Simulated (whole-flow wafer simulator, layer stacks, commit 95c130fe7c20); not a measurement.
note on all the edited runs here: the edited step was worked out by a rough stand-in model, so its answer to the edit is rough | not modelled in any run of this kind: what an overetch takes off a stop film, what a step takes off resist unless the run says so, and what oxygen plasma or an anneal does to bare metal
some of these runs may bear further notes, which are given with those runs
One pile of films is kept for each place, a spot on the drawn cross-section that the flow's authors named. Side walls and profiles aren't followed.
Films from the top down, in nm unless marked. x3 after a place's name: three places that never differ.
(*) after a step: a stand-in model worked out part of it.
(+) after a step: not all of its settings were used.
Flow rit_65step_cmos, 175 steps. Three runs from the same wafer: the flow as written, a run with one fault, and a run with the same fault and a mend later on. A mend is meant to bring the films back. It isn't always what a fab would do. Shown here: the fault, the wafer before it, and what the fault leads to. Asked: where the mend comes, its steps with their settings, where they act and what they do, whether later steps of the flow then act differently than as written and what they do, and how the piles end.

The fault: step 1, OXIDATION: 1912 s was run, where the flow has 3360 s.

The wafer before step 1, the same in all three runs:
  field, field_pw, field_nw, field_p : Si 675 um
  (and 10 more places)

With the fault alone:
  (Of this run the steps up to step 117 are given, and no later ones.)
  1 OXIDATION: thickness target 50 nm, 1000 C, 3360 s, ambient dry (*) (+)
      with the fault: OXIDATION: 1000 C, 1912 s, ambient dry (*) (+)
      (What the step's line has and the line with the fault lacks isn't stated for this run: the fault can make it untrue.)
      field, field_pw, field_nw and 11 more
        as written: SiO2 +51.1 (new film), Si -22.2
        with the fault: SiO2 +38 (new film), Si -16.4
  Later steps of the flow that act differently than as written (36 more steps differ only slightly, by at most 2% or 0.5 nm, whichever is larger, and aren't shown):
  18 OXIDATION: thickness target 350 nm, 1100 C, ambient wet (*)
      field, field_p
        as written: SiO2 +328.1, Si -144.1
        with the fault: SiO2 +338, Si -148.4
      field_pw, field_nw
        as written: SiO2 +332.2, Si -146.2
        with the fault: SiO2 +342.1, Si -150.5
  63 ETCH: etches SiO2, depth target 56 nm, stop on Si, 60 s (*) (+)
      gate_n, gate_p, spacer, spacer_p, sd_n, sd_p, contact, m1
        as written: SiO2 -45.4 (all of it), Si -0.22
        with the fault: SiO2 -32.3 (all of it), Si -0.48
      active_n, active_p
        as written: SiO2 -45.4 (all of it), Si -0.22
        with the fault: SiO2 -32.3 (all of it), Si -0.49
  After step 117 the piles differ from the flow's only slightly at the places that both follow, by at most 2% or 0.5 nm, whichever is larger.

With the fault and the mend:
  The mend comes after step 2.
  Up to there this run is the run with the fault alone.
  2a ETCH: depth target 44 nm, 21.5 C, 49 s
      field, field_pw, field_nw and 11 more
        SiO2 -38 (all of it)
  2b CLEAN: chemistry SC2, 75 C, 600 s
      field, field_pw, field_nw and 11 more
        chemical SiO2 +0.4 (new film), Si -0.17
  2c OXIDATION: 1000 C, 3360 s, ambient dry (*) (the flow's step 1 once more, with other settings)
      field, field_pw, field_nw and 11 more
        SiO2 +51 (new film), chemical SiO2 -0.4 (all of it), Si -22.3
  Later steps of the flow that act differently than as written (17 more steps differ only slightly, by at most 2% or 0.5 nm, whichever is larger, and aren't shown):
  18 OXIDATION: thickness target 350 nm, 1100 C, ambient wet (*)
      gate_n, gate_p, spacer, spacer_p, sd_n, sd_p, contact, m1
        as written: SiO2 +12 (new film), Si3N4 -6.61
        with the mend: SiO2 +12 (new film), Si3N4 -6.61, SiO2 +0.03
  At the end the piles differ from the flow's only slightly at the places that both follow, by at most 2% or 0.5 nm, whichever is larger.
